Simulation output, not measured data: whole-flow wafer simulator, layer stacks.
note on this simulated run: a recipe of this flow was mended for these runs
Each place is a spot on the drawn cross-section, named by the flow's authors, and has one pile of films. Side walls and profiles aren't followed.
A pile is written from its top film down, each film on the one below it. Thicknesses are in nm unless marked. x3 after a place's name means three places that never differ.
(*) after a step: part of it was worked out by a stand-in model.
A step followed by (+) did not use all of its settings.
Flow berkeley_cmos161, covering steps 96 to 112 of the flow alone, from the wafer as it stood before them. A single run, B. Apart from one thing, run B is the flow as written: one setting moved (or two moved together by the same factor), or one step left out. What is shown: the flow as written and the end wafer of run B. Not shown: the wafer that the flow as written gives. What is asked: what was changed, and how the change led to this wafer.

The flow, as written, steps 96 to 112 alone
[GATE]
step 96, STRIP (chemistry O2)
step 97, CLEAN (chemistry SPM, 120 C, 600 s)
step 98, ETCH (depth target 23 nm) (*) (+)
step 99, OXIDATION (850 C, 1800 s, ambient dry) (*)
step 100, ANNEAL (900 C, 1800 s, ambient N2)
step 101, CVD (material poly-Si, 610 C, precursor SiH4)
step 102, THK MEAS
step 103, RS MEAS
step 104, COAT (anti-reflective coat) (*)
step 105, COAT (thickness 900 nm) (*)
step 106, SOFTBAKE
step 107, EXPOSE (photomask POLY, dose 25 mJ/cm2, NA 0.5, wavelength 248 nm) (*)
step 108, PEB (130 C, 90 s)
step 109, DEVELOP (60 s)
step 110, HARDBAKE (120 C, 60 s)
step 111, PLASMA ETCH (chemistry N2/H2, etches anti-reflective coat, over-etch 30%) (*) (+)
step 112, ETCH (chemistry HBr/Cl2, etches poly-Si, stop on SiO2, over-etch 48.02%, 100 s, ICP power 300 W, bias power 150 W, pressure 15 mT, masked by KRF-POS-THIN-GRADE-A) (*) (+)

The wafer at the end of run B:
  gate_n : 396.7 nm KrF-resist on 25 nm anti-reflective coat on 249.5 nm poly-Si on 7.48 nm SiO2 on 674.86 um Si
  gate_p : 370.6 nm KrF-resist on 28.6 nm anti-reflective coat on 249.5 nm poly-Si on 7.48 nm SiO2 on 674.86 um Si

What caused this: step 105, COAT: thickness 631 nm was run, though the flow has thickness 900 nm.

The path from the change to this, step by step:
  step 105, COAT (thickness 900 nm) (*)
      field: KrF-resist gains 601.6 (new film) (it would be, as written: KrF-resist gains 868.3 (new film))
      sd_n: KrF-resist gains 639.3 (new film) (it would be, as written: KrF-resist gains 909.1 (new film))
      (as well as at 7 more places)
  step 108, PEB (130 C, 90 s)
      spacer_p, gate_p: KrF-resist loses 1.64 (it would be, as written: KrF-resist loses 2.41)
      field: KrF-resist loses 1.33 (it would be, as written: KrF-resist loses 2.04)
      (as well as at 6 more places)
  step 109, DEVELOP (60 s)
      field: KrF-resist loses 600.3 (all of it) (it would be, as written: KrF-resist loses 866.3 (all of it))
      sd_n: KrF-resist loses 637.9 (all of it) (it would be, as written: KrF-resist loses 907 (all of it))
      (as well as at 5 more places)
  step 110, HARDBAKE (120 C, 60 s)
      gate_n: KrF-resist loses 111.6 (it would be, as written: KrF-resist loses 153.6)
      gate_p: KrF-resist loses 107 (it would be, as written: KrF-resist loses 148.8)
